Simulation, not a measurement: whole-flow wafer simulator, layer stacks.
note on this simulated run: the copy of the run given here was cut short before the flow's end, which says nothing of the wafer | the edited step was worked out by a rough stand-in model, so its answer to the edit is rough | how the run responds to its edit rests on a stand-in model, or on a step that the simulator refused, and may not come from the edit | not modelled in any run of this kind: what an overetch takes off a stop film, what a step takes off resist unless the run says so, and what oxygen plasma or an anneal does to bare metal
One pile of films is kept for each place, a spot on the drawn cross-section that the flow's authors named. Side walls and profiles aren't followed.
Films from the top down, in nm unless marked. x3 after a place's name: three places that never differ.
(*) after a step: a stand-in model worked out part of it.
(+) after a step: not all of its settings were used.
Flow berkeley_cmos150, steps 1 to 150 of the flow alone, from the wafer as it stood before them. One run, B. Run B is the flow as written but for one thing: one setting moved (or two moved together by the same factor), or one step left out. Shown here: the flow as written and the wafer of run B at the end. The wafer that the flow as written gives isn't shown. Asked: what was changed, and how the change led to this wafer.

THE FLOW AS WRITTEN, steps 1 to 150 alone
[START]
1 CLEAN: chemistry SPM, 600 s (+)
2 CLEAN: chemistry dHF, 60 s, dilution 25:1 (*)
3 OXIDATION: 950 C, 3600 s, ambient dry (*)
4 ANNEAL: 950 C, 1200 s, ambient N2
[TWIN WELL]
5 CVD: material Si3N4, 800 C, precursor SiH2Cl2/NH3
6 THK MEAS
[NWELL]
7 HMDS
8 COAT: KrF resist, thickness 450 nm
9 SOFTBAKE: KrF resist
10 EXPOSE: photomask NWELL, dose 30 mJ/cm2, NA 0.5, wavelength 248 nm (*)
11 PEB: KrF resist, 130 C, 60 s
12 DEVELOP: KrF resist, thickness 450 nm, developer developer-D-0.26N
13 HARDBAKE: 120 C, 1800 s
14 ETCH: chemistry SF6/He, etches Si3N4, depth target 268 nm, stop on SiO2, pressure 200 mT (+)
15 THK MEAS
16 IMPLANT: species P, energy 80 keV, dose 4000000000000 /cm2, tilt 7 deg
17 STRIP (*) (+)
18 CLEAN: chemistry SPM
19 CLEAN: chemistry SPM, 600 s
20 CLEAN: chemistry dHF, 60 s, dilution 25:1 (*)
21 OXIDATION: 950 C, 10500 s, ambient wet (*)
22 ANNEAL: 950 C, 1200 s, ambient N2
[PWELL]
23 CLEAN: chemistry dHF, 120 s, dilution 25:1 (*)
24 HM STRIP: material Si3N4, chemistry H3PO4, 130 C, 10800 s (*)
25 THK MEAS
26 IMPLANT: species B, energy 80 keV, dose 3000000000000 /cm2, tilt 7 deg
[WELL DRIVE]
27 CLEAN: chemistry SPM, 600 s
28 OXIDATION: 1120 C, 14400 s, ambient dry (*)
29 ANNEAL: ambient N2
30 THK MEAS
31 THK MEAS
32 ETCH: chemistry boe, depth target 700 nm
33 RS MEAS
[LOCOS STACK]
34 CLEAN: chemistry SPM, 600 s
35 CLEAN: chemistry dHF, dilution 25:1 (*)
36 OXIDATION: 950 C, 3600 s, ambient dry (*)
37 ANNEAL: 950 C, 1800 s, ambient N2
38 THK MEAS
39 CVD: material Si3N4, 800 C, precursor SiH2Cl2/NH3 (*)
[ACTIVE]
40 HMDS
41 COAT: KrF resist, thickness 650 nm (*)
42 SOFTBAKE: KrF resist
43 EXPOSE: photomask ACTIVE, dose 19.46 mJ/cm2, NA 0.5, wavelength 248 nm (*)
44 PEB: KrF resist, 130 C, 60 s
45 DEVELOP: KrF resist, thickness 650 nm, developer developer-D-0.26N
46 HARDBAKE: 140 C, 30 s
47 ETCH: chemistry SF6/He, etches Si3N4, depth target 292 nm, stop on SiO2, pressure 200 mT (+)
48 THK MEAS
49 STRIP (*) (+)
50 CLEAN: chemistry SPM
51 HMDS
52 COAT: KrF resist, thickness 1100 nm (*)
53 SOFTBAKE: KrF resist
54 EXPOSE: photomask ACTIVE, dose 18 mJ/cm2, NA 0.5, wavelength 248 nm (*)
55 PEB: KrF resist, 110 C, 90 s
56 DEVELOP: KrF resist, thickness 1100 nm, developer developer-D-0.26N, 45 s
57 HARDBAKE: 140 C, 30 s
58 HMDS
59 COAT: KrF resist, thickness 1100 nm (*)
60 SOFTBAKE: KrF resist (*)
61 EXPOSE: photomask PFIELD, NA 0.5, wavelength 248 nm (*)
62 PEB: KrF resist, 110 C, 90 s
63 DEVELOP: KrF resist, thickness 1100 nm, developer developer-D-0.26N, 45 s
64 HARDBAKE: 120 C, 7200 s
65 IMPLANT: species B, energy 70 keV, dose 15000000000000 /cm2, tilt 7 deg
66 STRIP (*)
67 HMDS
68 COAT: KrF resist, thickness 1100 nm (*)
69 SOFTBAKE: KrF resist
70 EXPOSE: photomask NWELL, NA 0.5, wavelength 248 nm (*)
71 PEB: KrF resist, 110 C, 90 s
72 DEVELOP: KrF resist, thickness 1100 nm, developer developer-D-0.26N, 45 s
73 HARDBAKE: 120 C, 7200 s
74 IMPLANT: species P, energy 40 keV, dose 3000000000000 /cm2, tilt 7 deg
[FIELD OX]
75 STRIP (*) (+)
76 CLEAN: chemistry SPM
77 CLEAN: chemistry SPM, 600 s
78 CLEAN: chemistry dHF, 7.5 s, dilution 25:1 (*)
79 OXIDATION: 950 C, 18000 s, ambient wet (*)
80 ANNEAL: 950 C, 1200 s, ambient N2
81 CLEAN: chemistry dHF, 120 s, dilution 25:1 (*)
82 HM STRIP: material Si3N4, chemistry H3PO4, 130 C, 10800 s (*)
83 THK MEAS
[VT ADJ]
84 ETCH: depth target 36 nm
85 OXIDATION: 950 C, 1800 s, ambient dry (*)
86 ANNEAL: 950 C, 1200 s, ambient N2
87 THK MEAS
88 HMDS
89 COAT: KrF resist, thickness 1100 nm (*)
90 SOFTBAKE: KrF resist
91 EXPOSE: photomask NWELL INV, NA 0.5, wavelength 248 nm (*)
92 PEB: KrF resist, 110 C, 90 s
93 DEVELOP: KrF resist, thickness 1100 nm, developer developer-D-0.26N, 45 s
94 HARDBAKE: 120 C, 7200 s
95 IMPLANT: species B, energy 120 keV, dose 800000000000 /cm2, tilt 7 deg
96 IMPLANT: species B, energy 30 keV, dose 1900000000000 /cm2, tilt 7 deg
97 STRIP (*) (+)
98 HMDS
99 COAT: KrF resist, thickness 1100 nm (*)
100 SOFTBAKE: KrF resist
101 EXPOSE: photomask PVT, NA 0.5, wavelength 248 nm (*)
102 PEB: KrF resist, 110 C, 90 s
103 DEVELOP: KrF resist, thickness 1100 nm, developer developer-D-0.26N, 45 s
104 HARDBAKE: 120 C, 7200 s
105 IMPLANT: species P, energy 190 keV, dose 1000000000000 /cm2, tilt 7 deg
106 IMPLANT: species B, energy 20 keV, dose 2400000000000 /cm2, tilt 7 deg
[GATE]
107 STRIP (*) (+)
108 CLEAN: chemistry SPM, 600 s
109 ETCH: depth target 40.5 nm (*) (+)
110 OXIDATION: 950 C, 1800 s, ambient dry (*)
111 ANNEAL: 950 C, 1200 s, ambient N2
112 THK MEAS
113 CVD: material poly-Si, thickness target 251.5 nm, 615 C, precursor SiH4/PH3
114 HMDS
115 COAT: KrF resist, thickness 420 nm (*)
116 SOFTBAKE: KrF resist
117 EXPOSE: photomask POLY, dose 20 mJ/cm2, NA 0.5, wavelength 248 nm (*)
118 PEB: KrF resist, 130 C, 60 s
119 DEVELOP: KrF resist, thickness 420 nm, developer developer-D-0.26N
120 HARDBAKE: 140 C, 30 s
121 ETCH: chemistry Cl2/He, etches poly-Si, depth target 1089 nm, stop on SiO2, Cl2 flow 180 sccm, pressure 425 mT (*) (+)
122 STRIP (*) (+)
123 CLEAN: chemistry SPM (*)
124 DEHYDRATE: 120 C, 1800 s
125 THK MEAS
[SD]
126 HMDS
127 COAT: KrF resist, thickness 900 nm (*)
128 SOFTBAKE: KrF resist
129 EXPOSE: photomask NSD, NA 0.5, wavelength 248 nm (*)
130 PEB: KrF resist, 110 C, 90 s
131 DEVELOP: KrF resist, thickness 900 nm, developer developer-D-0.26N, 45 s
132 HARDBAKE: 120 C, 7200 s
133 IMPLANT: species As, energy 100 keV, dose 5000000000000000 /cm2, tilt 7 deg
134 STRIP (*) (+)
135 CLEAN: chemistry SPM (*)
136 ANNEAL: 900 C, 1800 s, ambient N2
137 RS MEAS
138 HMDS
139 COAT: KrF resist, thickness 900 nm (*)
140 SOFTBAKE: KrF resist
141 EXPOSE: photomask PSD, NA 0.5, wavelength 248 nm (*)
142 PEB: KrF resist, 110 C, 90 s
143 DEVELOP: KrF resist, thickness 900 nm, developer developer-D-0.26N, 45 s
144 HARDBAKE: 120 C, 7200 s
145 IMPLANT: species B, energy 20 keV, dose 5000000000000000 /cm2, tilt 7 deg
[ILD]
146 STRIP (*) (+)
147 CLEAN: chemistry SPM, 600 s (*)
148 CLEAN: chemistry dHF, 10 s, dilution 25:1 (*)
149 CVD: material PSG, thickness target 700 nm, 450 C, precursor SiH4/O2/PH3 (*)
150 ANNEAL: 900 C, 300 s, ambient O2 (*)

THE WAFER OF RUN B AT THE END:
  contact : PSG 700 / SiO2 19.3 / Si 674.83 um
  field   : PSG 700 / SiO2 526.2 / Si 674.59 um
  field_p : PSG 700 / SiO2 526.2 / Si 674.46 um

The cause: step 85, OXIDATION: 1045 C was run, where the flow has 950 C.

How the change led to this, step by step:
  85 OXIDATION: 950 C, 1800 s, ambient dry (*)
      gate_n, sd_p, gate_p, contact, m1: SiO2 +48 (new film), Si -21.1 (as written it would be: SiO2 +20.4 (new film), Si -8.98)
      field, field_p: SiO2 +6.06, Si -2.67 (as written it would be: SiO2 +2.35, Si -1.04)
      (and at 1 more place)
  109 ETCH: depth target 40.5 nm (*) (+)
      gate_n, sd_p, gate_p, contact, m1: SiO2 -40.5 (as written it would be: SiO2 -20.4 (all of it))
      sd_n: SiO2 -40.5 (as written it would be: SiO2 -40.4 (all of it))
  110 OXIDATION: 950 C, 1800 s, ambient dry (*)
      gate_n, sd_p, gate_p, contact, m1: SiO2 +16.9, Si -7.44 (as written it would be: SiO2 +20.4 (new film), Si -8.98)
      sd_n: SiO2 +12.9, Si -5.66 (as written it would be: SiO2 +20.4 (new film), Si -8.98)
  115 COAT: KrF resist, thickness 420 nm (*)
      sd_n: KrF resist +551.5 (new film) (as written it would be: KrF resist +563.4 (new film))
  119 DEVELOP: KrF resist, thickness 420 nm, developer developer-D-0.26N
      sd_n: KrF resist -550.6 (all of it) (as written it would be: KrF resist -562.5 (all of it))
  122 STRIP (*) (+)
      gate_n: chemical SiO2 +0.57 (new film), KrF resist -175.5 (all of it), poly-Si -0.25 (as written it would be: chemical SiO2 +0.57 (new film), KrF resist -169.8 (all of it), poly-Si -0.25)
